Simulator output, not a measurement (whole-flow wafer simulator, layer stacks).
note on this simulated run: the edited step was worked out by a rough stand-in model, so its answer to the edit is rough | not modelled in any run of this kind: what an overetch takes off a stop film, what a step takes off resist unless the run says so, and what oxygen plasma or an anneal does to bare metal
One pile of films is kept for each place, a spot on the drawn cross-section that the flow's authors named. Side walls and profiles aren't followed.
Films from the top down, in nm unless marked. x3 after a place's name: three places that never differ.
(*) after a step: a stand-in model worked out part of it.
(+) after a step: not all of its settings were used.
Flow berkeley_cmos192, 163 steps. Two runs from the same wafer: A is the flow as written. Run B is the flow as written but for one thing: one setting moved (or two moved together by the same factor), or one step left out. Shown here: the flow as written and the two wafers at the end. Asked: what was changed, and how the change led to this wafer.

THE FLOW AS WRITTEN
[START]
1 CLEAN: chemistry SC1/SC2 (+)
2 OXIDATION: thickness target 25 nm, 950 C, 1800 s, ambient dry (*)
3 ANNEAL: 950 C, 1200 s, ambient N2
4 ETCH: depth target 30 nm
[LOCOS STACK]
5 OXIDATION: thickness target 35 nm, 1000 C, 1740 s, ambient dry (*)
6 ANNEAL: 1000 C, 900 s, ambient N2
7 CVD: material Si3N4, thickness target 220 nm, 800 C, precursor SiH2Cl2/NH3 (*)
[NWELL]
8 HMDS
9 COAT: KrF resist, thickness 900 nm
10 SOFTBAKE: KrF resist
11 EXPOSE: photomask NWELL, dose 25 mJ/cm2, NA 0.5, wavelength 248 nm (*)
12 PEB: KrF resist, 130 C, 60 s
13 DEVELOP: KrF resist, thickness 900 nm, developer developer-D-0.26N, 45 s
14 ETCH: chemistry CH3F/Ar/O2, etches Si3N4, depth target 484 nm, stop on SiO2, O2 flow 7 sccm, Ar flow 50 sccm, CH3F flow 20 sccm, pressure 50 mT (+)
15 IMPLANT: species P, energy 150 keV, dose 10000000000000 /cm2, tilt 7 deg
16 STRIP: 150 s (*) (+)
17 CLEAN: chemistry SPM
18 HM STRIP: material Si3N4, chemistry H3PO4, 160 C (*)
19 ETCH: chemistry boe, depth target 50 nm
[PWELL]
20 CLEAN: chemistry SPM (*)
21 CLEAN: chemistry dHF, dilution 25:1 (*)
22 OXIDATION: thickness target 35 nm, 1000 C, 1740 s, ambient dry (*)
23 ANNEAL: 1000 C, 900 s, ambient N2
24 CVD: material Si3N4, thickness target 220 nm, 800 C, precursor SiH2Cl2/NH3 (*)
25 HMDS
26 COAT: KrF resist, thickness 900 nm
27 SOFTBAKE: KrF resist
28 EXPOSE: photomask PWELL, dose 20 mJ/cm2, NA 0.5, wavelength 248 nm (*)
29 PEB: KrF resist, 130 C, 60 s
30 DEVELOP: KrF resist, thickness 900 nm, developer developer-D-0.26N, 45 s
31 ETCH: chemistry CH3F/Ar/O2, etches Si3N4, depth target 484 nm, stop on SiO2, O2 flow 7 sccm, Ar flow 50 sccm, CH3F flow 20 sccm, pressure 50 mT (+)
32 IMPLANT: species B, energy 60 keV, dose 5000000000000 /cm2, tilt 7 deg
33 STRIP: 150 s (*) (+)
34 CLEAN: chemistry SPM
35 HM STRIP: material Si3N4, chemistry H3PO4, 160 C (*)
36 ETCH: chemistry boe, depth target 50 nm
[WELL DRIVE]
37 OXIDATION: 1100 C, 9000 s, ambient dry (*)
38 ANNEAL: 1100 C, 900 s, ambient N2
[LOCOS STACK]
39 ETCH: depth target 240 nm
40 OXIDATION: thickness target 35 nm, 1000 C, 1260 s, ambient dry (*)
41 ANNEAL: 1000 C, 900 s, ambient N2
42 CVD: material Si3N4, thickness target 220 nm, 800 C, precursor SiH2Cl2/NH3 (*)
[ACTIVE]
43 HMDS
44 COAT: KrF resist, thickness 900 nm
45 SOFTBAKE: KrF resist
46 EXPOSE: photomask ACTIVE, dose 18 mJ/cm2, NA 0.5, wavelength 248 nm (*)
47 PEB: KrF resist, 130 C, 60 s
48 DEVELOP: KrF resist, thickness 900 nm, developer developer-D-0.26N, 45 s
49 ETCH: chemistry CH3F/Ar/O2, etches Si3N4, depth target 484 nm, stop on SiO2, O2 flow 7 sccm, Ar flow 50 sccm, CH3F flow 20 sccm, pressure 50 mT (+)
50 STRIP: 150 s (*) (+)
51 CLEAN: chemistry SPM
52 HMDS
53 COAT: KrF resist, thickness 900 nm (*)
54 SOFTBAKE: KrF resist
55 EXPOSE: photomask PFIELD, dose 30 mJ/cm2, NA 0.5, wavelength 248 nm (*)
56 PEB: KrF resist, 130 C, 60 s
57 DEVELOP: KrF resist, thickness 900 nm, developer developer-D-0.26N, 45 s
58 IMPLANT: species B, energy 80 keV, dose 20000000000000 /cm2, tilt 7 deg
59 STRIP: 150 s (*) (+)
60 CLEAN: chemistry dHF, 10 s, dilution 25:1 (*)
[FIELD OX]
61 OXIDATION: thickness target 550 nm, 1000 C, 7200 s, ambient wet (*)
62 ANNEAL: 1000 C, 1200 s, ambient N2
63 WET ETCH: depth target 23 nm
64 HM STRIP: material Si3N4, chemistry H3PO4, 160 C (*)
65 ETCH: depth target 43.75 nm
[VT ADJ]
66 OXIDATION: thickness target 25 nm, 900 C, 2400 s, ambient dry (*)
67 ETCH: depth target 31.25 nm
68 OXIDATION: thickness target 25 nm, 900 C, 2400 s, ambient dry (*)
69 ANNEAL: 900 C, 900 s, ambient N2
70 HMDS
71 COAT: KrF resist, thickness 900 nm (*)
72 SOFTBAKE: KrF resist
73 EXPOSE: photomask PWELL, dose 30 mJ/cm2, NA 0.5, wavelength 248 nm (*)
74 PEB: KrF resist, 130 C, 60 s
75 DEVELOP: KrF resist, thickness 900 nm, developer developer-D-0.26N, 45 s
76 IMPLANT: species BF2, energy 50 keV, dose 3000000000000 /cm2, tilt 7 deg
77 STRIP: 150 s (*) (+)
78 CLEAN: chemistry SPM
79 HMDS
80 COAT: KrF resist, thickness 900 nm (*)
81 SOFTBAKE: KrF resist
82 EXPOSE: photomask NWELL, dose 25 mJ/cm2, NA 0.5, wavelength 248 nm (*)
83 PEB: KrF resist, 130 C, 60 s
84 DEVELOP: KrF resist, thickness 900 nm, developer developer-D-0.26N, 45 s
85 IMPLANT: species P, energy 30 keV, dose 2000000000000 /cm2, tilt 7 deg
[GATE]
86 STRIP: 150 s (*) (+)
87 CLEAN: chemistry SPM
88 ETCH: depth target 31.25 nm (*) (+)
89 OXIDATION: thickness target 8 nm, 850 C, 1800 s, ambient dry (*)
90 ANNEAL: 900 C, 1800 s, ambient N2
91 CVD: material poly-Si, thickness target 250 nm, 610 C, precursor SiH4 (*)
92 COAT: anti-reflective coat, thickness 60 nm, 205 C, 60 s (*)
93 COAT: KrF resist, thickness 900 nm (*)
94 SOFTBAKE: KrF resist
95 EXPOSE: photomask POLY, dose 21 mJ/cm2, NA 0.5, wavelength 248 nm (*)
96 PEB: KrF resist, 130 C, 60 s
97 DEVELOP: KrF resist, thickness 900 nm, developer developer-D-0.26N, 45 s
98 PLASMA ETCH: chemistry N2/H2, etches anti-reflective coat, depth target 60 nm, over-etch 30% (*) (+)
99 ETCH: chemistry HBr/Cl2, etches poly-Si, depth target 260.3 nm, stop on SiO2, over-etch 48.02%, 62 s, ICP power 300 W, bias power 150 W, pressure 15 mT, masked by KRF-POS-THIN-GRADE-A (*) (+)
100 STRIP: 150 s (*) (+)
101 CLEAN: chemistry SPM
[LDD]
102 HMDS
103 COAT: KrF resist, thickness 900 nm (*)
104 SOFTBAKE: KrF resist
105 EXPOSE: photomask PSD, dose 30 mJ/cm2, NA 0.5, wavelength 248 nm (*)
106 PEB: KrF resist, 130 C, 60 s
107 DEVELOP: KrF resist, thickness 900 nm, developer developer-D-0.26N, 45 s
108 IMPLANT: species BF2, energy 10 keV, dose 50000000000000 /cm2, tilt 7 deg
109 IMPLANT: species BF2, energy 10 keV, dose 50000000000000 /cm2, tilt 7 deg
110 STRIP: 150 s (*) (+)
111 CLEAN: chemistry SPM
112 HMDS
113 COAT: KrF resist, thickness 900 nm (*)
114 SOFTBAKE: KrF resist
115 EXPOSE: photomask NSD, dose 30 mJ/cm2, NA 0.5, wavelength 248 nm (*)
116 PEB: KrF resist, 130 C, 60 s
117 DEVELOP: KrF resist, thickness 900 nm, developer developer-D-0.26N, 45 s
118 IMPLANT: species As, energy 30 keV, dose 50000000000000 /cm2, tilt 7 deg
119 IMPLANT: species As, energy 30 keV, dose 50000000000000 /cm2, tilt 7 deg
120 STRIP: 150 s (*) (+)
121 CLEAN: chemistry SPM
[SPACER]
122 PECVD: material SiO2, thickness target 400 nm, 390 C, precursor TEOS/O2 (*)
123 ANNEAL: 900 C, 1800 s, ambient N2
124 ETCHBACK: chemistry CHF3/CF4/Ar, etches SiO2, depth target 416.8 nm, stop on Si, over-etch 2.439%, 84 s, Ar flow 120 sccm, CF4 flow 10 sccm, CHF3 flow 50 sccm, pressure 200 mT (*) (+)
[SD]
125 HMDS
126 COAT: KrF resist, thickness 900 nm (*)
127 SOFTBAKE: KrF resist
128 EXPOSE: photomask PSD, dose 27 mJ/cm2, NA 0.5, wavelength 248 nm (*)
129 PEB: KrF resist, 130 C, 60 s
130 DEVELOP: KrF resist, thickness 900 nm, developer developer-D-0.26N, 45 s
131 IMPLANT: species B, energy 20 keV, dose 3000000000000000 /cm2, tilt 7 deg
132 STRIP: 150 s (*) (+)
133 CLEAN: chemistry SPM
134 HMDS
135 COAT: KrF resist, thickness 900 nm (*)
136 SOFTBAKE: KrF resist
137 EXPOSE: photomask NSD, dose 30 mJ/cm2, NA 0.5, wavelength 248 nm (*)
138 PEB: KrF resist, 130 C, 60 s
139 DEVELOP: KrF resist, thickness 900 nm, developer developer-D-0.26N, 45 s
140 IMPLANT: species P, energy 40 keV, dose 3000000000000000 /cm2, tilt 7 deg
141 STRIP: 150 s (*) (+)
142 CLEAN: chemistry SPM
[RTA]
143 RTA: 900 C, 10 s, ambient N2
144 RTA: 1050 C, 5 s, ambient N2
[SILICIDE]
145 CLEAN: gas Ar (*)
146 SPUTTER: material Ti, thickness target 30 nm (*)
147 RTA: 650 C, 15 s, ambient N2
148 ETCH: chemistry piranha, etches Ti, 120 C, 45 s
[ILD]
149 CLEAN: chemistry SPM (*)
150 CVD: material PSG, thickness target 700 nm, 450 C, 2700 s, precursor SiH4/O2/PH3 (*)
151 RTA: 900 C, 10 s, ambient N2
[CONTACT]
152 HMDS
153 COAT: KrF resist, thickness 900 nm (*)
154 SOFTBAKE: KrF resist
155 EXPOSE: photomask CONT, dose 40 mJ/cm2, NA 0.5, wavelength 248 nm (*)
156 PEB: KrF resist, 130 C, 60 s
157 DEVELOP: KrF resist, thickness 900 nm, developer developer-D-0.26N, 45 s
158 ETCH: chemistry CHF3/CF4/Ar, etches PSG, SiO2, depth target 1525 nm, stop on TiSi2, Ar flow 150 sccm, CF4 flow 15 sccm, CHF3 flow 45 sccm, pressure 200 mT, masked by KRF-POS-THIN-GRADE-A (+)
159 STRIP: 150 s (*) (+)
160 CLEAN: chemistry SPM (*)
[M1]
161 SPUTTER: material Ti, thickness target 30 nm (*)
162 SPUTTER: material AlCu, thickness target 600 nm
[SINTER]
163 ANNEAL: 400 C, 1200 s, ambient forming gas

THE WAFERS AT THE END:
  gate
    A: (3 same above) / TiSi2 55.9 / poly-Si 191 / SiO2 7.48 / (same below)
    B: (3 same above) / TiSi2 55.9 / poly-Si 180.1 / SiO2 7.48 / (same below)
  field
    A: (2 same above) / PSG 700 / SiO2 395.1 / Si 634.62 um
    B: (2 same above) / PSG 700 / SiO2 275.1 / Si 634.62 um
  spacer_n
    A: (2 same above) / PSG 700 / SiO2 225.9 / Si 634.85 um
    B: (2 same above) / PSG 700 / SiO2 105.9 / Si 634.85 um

The cause: step 122, PECVD: thickness target 280 nm was run, where the flow has thickness target 400 nm.

How the change led to this, step by step:
  122 PECVD: material SiO2, thickness target 400 nm, 390 C, precursor TEOS/O2 (*)
      field, sd_n, contact, m1: A SiO2 +400 | B SiO2 +280
      spacer_n, sd_p, spacer_p: A SiO2 +385.5 | B SiO2 +270.3
      (and at 2 more places)
  124 ETCHBACK: chemistry CHF3/CF4/Ar, etches SiO2, depth target 416.8 nm, stop on Si, over-etch 2.439%, 84 s, Ar flow 120 sccm, CF4 flow 10 sccm, CHF3 flow 50 sccm, pressure 200 mT (*) (+)
      gate, gate_p: A SiO2 -400 (all of it), chemical SiO2 -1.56 (all of it), poly-Si -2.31 | B SiO2 -280 (all of it), chemical SiO2 -1.56 (all of it), poly-Si -13.2
      sd_n: A SiO2 -406 (all of it) | B SiO2 -286 (all of it)
      (and at 5 more places)
  126 COAT: KrF resist, thickness 900 nm (*)
      field: A KrF resist +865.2 (new film) | B KrF resist +890.8 (new film)
      sd_n: A KrF resist +999.7 (new film) | B KrF resist +931.9 (new film)
      (and at 7 more places)
  130 DEVELOP: KrF resist, thickness 900 nm, developer developer-D-0.26N, 45 s
      sd_p: A KrF resist -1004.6 (all of it) | B KrF resist -942.8 (all of it)
      spacer_p: A KrF resist -784.6 (all of it) | B KrF resist -845.4 (all of it)
      (and at 1 more place)
  132 STRIP: 150 s (*) (+)
      field: A KrF resist -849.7 (all of it) | B KrF resist -875.1 (all of it)
      sd_n: A chemical SiO2 +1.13 (new film), KrF resist -983.9 (all of it), Si -0.5 | B chemical SiO2 +1.14 (new film), KrF resist -916.2 (all of it), Si -0.5
      (and at 4 more places)
  135 COAT: KrF resist, thickness 900 nm (*)
      field: A KrF resist +865 (new film) | B KrF resist +890.8 (new film)
      sd_n: A KrF resist +999.2 (new film) | B KrF resist +931.6 (new film)
      (and at 7 more places)
  139 DEVELOP: KrF resist, thickness 900 nm, developer developer-D-0.26N, 45 s
      sd_n: A KrF resist -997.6 (all of it) | B KrF resist -930.1 (all of it)
      spacer_n: A KrF resist -789.9 (all of it) | B KrF resist -846.9 (all of it)
      (and at 2 more places)
  141 STRIP: 150 s (*) (+)
      field: A KrF resist -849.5 (all of it) | B KrF resist -875.2 (all of it)
      sd_p: A KrF resist -989.8 (all of it), chemical SiO2 +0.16, Si -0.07 | B KrF resist -928.3 (all of it), chemical SiO2 +0.17, Si -0.07
      (and at 3 more places)
  146 SPUTTER: material Ti, thickness target 30 nm (*)
      sd_p: A Ti +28 (new film) | B Ti +29.6 (new film)
  147 RTA: 650 C, 15 s, ambient N2
      sd_p: A Ti -21.9, TiSi first +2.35 (new film), TiSi2 C49 +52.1 (new film), Si -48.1 | B Ti -23.1, TiSi first +5.41 (new film), TiSi2 C49 +50.7 (new film), Si -48.8
  150 CVD: material PSG, thickness target 700 nm, 450 C, 2700 s, precursor SiH4/O2/PH3 (*)
      sd_p: A PSG +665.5 (new film) | B PSG +690.7 (new film)
  151 RTA: 900 C, 10 s, ambient N2
      sd_p: A under 1 film: TiSi2 +52.2 (new film), TiSi first -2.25 (all of it), TiSi2 C49 -52.1 (all of it), Si -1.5 | B under 1 film: TiSi2 +55.2 (new film), TiSi first -5.3 (all of it), TiSi2 C49 -50.7 (all of it), Si -3.52
  153 COAT: KrF resist, thickness 900 nm (*)
      sd_n: A KrF resist +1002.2 (new film) | B KrF resist +930.1 (new film)
      spacer_n: A KrF resist +829.8 (new film) | B KrF resist +872.5 (new film)
      (and at 6 more places)
  157 DEVELOP: KrF resist, thickness 900 nm, developer developer-D-0.26N, 45 s
      contact: A KrF resist -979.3 (all of it) | B KrF resist -922.5 (all of it)
  159 STRIP: 150 s (*) (+)
      field: A KrF resist -671.6 (all of it) | B KrF resist -689.3 (all of it)
      sd_n: A KrF resist -792.3 (all of it) | B KrF resist -720.4 (all of it)
      (and at 6 more places)
  161 SPUTTER: material Ti, thickness target 30 nm (*)
      sd_p: A Ti +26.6 (new film) | B Ti +29.1 (new film)
  162 SPUTTER: material AlCu, thickness target 600 nm
      sd_p: A AlCu +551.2 (new film) | B AlCu +600 (new film)
